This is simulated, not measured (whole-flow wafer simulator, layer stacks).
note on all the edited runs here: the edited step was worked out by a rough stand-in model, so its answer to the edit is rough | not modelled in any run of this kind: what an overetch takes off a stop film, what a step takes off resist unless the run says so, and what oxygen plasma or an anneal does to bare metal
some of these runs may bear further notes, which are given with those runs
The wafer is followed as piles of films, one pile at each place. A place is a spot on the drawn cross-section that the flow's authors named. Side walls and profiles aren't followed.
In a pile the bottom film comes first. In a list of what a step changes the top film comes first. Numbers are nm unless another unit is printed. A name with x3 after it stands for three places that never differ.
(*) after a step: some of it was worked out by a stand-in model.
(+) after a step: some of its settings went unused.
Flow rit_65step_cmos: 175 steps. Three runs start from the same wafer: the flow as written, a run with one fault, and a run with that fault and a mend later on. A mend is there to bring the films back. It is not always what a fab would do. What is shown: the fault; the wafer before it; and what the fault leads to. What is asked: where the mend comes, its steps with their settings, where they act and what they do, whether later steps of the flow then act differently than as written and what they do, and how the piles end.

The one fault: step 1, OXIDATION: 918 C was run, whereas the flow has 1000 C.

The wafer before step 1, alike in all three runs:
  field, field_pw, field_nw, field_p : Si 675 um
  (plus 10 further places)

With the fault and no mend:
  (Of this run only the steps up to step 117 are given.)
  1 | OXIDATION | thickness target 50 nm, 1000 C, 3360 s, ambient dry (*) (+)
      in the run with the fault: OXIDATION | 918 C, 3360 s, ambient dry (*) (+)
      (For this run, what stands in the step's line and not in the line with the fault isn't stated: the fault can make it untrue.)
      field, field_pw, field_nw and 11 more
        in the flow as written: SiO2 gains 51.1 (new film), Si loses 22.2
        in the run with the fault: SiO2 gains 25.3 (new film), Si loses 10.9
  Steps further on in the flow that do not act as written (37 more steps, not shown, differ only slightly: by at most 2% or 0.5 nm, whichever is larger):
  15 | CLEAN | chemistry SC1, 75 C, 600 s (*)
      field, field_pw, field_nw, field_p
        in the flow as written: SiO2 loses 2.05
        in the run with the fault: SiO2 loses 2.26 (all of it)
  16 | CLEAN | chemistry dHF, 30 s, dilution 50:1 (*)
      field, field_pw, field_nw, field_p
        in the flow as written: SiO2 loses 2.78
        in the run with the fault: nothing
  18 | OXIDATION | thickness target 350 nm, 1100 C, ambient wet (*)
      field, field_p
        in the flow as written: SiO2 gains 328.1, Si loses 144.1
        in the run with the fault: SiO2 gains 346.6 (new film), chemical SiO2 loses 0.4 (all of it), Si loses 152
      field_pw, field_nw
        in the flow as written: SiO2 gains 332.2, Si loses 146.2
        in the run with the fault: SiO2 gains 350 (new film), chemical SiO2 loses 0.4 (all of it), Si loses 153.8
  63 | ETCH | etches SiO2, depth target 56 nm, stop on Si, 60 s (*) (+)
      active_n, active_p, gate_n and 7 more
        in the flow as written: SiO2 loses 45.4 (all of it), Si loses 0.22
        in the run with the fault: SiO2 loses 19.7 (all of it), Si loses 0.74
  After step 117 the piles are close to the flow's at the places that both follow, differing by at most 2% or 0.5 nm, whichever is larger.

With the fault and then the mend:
  The mend follows step 2.
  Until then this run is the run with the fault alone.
  2a | ETCH | depth target 29 nm, 21.5 C, 32 s
      field, field_pw, field_nw and 11 more
        SiO2 loses 25.3 (all of it)
  2b | CLEAN | chemistry SC2, 75 C, 600 s
      field, field_pw, field_nw and 11 more
        chemical SiO2 gains 0.4 (new film), Si loses 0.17
  2c | OXIDATION | 1000 C, 3360 s, ambient dry (*) (the flow's step 1 again, with other settings)
      field, field_pw, field_nw and 11 more
        SiO2 gains 51 (new film), chemical SiO2 loses 0.4 (all of it), Si loses 22.3
  Steps further on in the flow that do not act as written (17 more steps, not shown, differ only slightly: by at most 2% or 0.5 nm, whichever is larger):
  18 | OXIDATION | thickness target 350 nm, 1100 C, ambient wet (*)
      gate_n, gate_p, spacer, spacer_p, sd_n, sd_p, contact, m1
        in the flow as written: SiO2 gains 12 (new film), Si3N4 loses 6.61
        in the run with the mend: SiO2 gains 12 (new film), Si3N4 loses 6.61, SiO2 gains 0.03
  At the end the piles are close to the flow's at the places that both follow, differing by at most 2% or 0.5 nm, whichever is larger.
